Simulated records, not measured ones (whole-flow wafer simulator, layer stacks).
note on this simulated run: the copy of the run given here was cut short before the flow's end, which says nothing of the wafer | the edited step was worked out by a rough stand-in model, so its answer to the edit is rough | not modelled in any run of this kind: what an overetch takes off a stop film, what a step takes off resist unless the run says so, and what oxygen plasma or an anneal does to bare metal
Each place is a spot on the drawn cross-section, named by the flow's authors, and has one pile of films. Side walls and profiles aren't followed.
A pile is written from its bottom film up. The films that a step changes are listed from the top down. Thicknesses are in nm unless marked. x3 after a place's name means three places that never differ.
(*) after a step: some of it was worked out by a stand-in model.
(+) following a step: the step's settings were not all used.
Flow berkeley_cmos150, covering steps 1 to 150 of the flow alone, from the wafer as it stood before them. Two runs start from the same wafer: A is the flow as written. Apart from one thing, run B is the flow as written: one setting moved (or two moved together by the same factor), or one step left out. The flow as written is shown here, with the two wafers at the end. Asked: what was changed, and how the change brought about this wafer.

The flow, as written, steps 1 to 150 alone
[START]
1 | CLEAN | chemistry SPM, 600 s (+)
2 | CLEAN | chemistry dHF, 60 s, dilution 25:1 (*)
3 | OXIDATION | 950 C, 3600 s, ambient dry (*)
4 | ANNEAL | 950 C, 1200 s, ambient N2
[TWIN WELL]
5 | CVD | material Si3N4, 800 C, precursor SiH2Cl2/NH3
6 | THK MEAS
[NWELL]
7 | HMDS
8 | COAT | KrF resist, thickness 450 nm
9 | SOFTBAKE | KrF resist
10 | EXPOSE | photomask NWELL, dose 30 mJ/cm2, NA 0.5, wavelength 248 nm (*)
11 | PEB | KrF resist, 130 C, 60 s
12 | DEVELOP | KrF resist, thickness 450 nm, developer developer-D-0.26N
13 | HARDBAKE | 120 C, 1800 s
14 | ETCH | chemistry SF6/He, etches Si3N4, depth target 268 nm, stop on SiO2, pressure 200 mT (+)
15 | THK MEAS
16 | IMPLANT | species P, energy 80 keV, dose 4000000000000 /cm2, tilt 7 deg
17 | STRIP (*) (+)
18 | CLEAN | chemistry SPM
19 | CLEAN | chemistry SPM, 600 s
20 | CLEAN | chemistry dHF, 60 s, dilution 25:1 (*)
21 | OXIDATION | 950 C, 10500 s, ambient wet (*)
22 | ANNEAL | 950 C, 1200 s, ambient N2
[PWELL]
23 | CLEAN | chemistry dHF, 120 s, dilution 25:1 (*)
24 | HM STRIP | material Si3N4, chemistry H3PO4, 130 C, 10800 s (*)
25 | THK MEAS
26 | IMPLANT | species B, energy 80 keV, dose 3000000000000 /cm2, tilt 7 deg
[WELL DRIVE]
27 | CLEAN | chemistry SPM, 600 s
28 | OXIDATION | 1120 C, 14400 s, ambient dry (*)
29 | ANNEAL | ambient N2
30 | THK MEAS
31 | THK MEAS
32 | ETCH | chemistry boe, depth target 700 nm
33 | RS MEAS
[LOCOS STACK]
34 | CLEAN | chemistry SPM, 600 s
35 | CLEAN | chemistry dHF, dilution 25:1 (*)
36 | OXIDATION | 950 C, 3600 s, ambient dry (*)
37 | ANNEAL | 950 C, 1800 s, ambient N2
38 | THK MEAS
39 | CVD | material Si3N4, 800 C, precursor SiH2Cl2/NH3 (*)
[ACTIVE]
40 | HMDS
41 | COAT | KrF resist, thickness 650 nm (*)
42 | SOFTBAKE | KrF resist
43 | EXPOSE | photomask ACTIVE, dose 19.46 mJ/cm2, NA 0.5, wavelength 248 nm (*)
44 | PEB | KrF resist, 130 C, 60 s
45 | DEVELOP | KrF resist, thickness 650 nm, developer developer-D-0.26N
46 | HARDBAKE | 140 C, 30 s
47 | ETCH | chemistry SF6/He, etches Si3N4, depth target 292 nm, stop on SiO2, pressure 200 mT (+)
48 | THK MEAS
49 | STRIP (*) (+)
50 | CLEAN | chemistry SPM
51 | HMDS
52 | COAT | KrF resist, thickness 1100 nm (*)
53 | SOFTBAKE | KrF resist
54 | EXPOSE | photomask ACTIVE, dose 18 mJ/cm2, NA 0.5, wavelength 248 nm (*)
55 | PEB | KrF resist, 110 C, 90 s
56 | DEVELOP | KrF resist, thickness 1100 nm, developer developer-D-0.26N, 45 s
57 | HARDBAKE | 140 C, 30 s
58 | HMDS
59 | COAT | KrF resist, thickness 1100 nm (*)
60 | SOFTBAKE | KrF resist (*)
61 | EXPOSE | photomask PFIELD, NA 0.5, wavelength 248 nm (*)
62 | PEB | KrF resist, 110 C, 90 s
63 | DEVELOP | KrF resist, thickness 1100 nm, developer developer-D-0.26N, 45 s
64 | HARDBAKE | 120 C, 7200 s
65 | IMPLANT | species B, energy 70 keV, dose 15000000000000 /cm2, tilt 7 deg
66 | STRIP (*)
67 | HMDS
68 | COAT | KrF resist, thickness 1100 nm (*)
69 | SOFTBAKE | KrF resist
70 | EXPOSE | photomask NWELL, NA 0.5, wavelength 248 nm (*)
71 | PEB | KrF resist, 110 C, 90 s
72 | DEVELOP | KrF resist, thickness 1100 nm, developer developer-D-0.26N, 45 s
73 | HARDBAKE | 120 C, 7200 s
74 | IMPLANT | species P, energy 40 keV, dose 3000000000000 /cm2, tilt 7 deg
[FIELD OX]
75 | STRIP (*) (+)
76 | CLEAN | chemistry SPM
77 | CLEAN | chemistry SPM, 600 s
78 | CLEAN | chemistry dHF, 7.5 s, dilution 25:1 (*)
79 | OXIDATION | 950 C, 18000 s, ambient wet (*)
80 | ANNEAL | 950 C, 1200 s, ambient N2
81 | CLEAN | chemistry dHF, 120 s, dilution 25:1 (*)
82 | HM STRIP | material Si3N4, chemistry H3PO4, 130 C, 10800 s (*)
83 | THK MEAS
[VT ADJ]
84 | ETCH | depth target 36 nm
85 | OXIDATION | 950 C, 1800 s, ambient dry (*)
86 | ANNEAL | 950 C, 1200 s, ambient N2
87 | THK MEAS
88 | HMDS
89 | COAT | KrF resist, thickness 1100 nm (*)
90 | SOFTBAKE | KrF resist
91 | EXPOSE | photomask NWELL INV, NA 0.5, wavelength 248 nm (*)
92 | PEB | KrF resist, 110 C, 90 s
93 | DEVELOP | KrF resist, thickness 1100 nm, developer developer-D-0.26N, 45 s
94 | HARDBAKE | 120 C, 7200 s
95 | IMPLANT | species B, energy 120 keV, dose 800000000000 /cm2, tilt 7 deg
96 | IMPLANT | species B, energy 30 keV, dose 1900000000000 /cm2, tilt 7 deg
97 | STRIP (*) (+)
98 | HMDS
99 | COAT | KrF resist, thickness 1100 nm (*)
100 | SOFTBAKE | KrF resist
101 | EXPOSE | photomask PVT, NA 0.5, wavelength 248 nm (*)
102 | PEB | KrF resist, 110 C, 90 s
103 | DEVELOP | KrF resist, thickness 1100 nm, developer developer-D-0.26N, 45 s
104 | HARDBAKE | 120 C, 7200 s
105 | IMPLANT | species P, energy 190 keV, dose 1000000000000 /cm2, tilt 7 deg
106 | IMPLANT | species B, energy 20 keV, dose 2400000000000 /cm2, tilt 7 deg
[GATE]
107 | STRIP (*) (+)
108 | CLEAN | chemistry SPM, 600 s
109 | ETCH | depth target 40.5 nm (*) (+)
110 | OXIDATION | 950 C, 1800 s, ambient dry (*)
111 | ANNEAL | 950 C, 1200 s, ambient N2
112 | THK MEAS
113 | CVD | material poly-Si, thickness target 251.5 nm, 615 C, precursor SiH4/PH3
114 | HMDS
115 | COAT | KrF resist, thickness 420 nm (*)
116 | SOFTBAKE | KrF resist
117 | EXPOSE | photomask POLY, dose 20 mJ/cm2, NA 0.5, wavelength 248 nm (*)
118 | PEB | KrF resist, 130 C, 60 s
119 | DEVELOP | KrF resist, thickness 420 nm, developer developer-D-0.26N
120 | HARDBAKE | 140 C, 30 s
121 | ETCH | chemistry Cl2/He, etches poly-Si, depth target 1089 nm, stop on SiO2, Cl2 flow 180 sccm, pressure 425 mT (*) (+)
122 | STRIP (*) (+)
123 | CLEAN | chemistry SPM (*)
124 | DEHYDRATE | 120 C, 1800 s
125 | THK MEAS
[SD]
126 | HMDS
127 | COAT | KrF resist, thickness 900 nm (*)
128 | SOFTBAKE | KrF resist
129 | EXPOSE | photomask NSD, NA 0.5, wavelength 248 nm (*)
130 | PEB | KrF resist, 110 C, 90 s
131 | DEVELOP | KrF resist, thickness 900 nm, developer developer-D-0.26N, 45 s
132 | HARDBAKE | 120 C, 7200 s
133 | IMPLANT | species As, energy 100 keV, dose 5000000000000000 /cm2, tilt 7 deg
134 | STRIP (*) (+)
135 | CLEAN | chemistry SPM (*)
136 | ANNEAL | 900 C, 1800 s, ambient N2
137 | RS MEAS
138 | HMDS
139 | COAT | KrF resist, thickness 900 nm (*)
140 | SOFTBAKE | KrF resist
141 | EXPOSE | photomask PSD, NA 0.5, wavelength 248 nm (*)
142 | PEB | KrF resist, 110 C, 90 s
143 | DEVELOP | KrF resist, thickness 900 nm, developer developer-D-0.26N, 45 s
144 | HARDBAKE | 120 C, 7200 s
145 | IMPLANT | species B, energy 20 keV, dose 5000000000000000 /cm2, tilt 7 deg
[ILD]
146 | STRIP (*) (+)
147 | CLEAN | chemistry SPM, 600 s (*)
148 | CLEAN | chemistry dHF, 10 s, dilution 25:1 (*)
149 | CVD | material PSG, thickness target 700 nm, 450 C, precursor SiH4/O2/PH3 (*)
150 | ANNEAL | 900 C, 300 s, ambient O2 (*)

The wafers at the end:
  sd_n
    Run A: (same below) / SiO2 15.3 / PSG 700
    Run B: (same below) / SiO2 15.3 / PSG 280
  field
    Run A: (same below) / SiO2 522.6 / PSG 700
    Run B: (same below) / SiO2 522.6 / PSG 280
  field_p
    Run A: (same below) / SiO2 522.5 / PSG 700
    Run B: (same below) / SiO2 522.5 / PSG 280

What caused this: step 149, CVD: thickness target 280 nm was run, while the flow as written has thickness target 700 nm.
The wafer lets one read it off: sd_n has PSG 280, and step 149 as written asks for 700 nm.

Step by step, how the change led to this:
  149 | CVD | material PSG, thickness target 700 nm, 450 C, precursor SiH4/O2/PH3 (*)
      field, field_p, sd_n, gate_n, gate_p, contact, m1: A +700 PSG (new film) | B +280 PSG (new film)
      sd_p: A +639.5 PSG (new film) | B +260.6 PSG (new film)
